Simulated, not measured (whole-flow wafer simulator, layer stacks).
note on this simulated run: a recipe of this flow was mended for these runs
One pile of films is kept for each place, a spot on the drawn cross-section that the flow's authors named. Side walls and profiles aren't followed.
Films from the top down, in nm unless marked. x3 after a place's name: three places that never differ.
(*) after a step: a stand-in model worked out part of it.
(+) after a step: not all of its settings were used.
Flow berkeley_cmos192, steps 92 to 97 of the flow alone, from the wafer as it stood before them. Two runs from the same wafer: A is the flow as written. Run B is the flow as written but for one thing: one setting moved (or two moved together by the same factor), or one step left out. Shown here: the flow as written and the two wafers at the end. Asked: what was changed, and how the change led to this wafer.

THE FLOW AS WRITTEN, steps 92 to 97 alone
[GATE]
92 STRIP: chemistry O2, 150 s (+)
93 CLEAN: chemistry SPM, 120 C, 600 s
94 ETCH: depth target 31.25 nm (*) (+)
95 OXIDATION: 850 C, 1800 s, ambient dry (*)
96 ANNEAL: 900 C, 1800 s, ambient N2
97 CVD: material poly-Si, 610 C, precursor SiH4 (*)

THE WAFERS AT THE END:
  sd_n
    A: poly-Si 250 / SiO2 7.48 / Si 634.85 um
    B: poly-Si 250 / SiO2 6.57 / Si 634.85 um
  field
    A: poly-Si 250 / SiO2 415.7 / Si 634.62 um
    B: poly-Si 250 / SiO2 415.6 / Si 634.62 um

The cause: step 95, OXIDATION: 1440 s was run, where the flow has 1800 s.

How the change led to this, step by step:
  95 OXIDATION: 850 C, 1800 s, ambient dry (*)
      sd_n, spacer_n, gate, sd_p, spacer_p x2, contact, m1: A SiO2 +7.48 (new film), Si -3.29 | B SiO2 +6.57 (new film), Si -2.89
